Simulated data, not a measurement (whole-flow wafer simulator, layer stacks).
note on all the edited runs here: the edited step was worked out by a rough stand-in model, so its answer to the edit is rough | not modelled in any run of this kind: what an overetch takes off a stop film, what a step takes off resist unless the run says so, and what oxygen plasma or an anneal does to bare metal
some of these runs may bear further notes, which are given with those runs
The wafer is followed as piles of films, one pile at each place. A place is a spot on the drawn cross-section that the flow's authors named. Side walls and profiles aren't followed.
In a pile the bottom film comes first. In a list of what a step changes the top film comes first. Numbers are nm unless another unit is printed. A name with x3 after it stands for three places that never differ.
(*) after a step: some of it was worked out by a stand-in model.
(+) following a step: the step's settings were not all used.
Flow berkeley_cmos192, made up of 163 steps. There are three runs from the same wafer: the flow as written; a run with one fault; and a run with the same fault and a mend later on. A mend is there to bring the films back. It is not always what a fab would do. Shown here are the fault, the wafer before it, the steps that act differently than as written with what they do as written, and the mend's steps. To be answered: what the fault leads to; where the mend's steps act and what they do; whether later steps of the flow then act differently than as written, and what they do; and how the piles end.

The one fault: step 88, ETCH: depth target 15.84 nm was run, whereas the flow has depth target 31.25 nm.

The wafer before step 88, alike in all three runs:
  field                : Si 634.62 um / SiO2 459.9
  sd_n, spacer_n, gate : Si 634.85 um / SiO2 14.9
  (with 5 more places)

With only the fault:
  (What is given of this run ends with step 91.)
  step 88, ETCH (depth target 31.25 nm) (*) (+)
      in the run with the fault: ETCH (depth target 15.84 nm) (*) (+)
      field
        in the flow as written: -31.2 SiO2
        in the run with the fault: -15.8 SiO2
  Every later step of the flow up to step 91 that is run acts as written, at every place that is followed, to within 2% or 0.5 nm, whichever is larger.
  After step 91, at field, the piles differ from the flow's by more than 2% or 0.5 nm, whichever is larger.
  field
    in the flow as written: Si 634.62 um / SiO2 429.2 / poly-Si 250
    in the run with the fault: Si 634.62 um / SiO2 444.6 / poly-Si 250

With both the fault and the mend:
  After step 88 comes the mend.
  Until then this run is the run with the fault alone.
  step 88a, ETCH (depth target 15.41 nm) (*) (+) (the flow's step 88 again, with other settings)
      field
        -15.4 SiO2
  Every later step of the flow that is run acts as written, at every place that is followed, to within 2% or 0.5 nm, whichever is larger.
  The piles end the same as the flow's at every place that both follow.
